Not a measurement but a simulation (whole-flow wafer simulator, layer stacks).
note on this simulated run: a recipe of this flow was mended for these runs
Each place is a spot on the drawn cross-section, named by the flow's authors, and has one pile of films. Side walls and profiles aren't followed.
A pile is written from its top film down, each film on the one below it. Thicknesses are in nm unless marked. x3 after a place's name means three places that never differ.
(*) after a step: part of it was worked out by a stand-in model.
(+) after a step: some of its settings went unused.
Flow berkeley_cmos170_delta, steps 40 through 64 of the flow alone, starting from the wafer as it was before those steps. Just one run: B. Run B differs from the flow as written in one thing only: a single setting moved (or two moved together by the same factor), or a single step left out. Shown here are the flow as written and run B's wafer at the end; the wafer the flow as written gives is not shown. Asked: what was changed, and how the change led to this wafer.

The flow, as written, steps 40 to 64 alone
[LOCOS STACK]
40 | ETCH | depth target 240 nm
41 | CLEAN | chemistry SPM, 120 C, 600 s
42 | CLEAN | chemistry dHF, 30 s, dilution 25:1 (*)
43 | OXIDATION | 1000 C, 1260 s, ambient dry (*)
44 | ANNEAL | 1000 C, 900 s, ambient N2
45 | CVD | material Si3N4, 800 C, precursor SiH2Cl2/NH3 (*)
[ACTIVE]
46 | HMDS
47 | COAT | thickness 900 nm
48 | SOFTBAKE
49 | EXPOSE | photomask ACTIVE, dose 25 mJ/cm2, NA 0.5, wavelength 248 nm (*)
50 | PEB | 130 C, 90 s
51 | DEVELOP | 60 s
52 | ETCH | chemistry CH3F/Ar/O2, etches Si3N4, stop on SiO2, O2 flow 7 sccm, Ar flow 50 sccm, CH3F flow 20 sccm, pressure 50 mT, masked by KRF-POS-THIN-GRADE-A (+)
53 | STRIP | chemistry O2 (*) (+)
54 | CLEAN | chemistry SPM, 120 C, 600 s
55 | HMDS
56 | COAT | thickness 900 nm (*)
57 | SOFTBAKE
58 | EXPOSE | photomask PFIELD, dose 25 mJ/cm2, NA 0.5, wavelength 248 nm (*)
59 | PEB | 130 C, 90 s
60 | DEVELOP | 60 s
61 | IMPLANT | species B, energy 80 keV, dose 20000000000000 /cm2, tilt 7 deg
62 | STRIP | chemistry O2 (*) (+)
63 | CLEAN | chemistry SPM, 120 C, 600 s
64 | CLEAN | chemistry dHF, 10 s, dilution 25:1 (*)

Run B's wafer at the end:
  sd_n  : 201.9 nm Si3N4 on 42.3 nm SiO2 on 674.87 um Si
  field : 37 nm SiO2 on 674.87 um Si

Cause: step 40, ETCH: depth target 170 nm was run, whereas the flow has depth target 240 nm.

How this came from the change, step by step:
  40 | ETCH | depth target 240 nm
      field, sd_n, spacer_n and 6 more: -170 SiO2 (in the flow as written it would be: -197.6 SiO2 (all of it))
  41 | CLEAN | chemistry SPM, 120 C, 600 s
      field, sd_n, spacer_n and 6 more: nothing (in the flow as written it would be: +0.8 chemical SiO2 (new film), -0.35 Si)
  42 | CLEAN | chemistry dHF, 30 s, dilution 25:1 (*)
      field, sd_n, spacer_n and 6 more: -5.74 SiO2 (in the flow as written it would be: -0.8 chemical SiO2 (all of it))
  43 | OXIDATION | 1000 C, 1260 s, ambient dry (*)
      field, sd_n, spacer_n and 6 more: +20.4 SiO2, -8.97 Si (in the flow as written it would be: +26.6 SiO2 (new film), -11.7 Si)
